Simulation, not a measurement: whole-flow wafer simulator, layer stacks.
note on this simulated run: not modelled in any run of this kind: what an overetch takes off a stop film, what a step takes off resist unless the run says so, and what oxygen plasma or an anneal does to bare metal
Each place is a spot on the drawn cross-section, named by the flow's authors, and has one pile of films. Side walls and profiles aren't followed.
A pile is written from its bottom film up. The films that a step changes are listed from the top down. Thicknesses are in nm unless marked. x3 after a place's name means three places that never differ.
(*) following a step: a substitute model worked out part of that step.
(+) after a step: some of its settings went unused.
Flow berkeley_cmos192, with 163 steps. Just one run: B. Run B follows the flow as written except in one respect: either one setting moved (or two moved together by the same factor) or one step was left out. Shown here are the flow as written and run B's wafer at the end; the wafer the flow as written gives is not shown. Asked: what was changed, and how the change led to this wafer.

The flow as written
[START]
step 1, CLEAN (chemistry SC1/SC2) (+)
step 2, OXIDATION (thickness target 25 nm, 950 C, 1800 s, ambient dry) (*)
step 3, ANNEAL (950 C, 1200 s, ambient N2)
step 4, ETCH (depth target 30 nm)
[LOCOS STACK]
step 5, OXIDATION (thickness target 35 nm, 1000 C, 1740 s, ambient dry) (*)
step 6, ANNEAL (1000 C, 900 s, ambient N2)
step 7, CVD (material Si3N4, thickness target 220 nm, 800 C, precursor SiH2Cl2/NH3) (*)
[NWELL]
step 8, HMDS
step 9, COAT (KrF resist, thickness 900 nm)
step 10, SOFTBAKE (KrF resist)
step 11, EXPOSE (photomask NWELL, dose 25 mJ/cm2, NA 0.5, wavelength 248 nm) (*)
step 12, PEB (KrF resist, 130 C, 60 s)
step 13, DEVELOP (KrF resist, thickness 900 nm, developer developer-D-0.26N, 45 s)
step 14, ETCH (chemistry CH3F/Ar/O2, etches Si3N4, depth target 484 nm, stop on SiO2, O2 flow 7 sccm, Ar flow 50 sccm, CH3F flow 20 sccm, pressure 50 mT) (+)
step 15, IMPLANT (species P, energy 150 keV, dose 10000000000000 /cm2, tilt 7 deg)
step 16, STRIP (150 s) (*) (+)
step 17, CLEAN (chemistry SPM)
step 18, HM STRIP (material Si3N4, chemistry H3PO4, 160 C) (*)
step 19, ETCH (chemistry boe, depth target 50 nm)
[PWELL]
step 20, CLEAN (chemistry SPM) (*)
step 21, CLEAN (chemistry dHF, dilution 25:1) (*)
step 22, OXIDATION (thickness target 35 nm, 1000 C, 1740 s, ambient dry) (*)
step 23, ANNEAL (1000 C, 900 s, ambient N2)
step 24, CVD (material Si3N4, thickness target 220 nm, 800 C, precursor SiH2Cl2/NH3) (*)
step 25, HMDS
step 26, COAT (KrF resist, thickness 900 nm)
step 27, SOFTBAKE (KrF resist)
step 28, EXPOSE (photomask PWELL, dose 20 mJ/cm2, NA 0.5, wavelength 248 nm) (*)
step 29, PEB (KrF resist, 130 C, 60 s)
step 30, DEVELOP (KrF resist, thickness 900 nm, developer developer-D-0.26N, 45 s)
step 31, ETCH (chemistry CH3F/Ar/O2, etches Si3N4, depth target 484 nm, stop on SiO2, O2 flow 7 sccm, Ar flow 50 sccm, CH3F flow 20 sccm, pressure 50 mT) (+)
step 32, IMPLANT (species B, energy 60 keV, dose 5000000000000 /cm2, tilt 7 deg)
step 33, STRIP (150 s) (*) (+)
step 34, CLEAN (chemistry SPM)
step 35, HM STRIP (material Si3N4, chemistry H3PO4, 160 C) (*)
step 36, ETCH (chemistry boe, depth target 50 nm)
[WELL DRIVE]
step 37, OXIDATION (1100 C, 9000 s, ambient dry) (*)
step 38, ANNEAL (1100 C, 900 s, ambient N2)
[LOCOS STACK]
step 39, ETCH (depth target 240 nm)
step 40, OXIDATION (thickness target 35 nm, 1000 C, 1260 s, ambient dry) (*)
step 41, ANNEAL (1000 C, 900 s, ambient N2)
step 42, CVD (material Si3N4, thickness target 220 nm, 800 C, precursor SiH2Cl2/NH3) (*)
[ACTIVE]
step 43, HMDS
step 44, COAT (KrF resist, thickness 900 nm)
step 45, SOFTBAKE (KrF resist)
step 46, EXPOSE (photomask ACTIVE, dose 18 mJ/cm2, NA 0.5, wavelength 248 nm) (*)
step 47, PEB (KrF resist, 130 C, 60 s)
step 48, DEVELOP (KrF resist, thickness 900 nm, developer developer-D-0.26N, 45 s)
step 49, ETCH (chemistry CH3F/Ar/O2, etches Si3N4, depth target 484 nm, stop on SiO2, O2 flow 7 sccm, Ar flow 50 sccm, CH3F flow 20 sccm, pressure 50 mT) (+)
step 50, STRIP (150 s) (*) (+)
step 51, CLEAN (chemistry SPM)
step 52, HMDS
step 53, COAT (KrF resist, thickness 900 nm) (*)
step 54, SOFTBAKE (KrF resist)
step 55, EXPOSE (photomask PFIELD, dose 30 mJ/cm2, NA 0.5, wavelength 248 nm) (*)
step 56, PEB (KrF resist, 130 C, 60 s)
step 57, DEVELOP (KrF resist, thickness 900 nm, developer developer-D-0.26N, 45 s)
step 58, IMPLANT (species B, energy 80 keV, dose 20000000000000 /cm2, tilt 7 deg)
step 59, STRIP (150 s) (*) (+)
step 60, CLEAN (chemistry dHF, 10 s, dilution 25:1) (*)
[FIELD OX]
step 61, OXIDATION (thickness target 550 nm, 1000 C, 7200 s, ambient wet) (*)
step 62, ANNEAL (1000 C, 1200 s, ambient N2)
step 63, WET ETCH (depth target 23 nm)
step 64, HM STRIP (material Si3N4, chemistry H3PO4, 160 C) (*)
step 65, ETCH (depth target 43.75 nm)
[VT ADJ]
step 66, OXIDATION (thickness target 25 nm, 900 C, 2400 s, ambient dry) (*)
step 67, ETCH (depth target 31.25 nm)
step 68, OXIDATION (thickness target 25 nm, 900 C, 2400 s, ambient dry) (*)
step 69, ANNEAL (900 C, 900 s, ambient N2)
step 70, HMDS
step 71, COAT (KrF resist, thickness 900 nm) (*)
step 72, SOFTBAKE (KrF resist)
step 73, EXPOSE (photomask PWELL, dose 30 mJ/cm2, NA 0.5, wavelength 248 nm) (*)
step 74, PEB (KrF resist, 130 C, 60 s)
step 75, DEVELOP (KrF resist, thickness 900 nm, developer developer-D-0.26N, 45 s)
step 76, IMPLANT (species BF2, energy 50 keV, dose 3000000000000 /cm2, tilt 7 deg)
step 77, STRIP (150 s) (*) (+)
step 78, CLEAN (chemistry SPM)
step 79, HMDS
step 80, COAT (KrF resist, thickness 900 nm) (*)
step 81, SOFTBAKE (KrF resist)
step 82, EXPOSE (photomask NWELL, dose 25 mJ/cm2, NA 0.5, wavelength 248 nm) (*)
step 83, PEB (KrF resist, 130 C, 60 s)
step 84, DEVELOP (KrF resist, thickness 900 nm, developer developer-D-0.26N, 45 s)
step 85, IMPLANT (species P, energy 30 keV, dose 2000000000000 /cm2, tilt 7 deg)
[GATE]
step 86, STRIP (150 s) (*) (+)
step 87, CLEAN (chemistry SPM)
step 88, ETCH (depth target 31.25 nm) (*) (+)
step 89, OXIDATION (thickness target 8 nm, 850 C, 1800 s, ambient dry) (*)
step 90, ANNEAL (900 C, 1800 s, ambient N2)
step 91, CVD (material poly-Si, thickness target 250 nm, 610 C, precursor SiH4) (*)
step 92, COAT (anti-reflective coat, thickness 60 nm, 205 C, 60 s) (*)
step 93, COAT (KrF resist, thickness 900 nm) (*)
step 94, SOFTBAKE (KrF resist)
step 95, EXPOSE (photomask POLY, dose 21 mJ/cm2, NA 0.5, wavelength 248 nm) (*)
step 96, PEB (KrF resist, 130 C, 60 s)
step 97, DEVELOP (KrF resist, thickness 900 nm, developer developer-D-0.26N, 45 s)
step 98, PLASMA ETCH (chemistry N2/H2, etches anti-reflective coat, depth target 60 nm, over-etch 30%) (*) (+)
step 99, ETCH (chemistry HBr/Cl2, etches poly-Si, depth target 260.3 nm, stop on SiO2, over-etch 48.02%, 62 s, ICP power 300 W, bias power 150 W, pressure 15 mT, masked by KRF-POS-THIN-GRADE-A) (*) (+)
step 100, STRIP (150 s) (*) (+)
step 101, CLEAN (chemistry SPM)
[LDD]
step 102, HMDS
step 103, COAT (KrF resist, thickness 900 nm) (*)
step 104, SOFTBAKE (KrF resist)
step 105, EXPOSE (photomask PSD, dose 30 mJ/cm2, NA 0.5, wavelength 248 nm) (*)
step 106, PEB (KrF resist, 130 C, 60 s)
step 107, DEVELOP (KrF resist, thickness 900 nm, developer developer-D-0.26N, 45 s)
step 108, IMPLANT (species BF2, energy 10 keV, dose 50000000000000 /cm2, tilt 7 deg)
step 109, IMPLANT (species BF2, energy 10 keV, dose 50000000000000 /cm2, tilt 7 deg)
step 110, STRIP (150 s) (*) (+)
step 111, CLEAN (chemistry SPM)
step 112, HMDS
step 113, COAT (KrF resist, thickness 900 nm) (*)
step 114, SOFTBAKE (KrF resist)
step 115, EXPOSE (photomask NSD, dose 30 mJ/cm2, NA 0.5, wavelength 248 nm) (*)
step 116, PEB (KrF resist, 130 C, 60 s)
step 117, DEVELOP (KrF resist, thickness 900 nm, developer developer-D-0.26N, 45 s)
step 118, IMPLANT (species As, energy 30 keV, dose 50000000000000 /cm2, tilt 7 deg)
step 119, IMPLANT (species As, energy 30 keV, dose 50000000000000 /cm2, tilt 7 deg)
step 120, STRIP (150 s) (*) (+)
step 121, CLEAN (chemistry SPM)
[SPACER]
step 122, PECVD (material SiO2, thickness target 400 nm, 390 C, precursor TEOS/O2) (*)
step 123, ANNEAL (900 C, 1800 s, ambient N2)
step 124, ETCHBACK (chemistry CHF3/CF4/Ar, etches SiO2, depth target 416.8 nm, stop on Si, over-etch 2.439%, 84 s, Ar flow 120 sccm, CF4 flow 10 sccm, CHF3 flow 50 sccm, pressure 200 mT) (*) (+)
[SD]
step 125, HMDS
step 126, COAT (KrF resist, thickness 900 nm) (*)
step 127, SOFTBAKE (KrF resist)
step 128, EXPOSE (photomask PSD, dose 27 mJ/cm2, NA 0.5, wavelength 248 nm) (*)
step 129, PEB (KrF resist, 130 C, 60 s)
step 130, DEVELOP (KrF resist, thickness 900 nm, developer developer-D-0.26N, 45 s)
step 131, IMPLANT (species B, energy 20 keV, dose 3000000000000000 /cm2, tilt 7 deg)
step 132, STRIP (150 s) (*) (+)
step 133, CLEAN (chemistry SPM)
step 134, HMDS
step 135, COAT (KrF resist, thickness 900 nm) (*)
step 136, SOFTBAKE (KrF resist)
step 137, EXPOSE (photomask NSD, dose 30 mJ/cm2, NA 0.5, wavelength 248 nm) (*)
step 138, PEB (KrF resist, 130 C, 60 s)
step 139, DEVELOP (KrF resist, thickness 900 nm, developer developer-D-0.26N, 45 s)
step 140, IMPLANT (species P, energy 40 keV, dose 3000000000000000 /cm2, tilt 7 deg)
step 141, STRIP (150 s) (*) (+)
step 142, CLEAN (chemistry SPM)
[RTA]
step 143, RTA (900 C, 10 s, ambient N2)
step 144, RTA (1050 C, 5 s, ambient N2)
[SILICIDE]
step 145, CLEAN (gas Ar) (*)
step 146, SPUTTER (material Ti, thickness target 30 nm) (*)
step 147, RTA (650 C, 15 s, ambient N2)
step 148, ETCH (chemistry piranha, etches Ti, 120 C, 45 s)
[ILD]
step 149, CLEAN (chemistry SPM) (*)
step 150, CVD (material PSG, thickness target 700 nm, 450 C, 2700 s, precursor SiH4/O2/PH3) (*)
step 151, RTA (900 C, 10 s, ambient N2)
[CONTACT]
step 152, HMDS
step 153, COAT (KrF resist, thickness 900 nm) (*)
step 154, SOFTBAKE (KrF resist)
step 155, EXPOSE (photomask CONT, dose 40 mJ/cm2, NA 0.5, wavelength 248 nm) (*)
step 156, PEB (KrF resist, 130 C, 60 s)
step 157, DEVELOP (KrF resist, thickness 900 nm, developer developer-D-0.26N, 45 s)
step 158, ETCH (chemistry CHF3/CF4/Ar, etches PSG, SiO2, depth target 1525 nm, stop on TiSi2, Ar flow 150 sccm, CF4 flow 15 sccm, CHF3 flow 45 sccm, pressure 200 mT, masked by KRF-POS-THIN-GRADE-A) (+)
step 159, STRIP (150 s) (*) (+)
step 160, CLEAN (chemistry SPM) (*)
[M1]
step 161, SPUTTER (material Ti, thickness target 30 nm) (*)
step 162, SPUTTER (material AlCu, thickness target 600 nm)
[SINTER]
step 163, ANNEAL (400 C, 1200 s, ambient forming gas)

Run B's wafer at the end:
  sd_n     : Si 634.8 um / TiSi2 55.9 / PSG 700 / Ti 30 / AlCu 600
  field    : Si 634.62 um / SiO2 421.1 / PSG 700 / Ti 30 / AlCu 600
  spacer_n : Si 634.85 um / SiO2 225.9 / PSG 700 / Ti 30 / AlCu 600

What caused this: step 65, ETCH: depth target 17.5 nm was run, while the flow as written has depth target 43.75 nm.

How this came from the change, step by step:
  step 65, ETCH (depth target 43.75 nm)
      sd_n, spacer_n, gate, sd_p, spacer_p, gate_p, contact, m1: -17.5 SiO2 (as written it would have been: -24.6 SiO2 (all of it))
      field: -17.5 SiO2 (as written it would have been: -43.8 SiO2)
  step 66, OXIDATION (thickness target 25 nm, 900 C, 2400 s, ambient dry) (*)
      spacer_n, spacer_p, gate_p, contact, m1: +12.6 SiO2, -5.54 Si (as written it would have been: +14.9 SiO2 (new film), -6.57 Si)
      sd_n, gate, sd_p: +12.6 SiO2, -5.53 Si (as written it would have been: +14.9 SiO2 (new film), -6.57 Si)
  step 67, ETCH (depth target 31.25 nm)
      spacer_n, spacer_p, gate_p, contact, m1: -19.6 SiO2 (all of it) (as written it would have been: -14.9 SiO2 (all of it))
      sd_n, gate, sd_p: -19.7 SiO2 (all of it) (as written it would have been: -14.9 SiO2 (all of it))
  step 92, COAT (anti-reflective coat, thickness 60 nm, 205 C, 60 s) (*)
      sd_n: +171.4 anti-reflective coat (new film) (as written it would have been: +152.4 anti-reflective coat (new film))
      spacer_n: +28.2 anti-reflective coat (new film) (as written it would have been: +33.8 anti-reflective coat (new film))
      (as well as at 6 more places)
  step 93, COAT (KrF resist, thickness 900 nm) (*)
      spacer_n: +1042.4 KrF resist (new film) (as written it would have been: +1021.2 KrF resist (new film))
      gate: +1045.3 KrF resist (new film) (as written it would have been: +1023.8 KrF resist (new film))
  step 97, DEVELOP (KrF resist, thickness 900 nm, developer developer-D-0.26N, 45 s)
      spacer_n: -1040.7 KrF resist (all of it) (as written it would have been: -1019.5 KrF resist (all of it))
  step 98, PLASMA ETCH (chemistry N2/H2, etches anti-reflective coat, depth target 60 nm, over-etch 30%) (*) (+)
      field: -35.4 anti-reflective coat (all of it), -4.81 poly-Si (as written it would have been: -35.3 anti-reflective coat (all of it), -4.18 poly-Si)
      sd_n: -171.4 anti-reflective coat (all of it), -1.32 poly-Si (as written it would have been: -152.4 anti-reflective coat (all of it), -1.17 poly-Si)
      (as well as at 5 more places)
  step 100, STRIP (150 s) (*) (+)
      gate: +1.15 chemical SiO2 (new film), -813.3 KrF resist (all of it), -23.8 anti-reflective coat (all of it), -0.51 poly-Si (as written it would have been: +1.15 chemical SiO2 (new film), -791.8 KrF resist (all of it), -30 anti-reflective coat (all of it), -0.51 poly-Si)
      gate_p: +1.15 chemical SiO2 (new film), -778.6 KrF resist (all of it), -27 anti-reflective coat (all of it), -0.51 poly-Si (as written it would have been: +1.15 chemical SiO2 (new film), -765.1 KrF resist (all of it), -31 anti-reflective coat (all of it), -0.51 poly-Si)
  step 147, RTA (650 C, 15 s, ambient N2)
      sd_p: -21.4 Ti, +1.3 TiSi first (new film), +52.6 TiSi2 C49 (new film), -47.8 Si (as written it would have been: -21.9 Ti, +2.35 TiSi first (new film), +52.1 TiSi2 C49 (new film), -48.1 Si)
  step 151, RTA (900 C, 10 s, ambient N2)
      sd_p: under 1 film: +51.2 TiSi2 (new film), -1.19 TiSi first (all of it), -52.6 TiSi2 C49 (all of it), -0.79 Si (as written it would have been: under 1 film: +52.2 TiSi2 (new film), -2.25 TiSi first (all of it), -52.1 TiSi2 C49 (all of it), -1.5 Si)
  step 162, SPUTTER (material AlCu, thickness target 600 nm)
      sd_p: +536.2 AlCu (new film) (as written it would have been: +551.2 AlCu (new film))
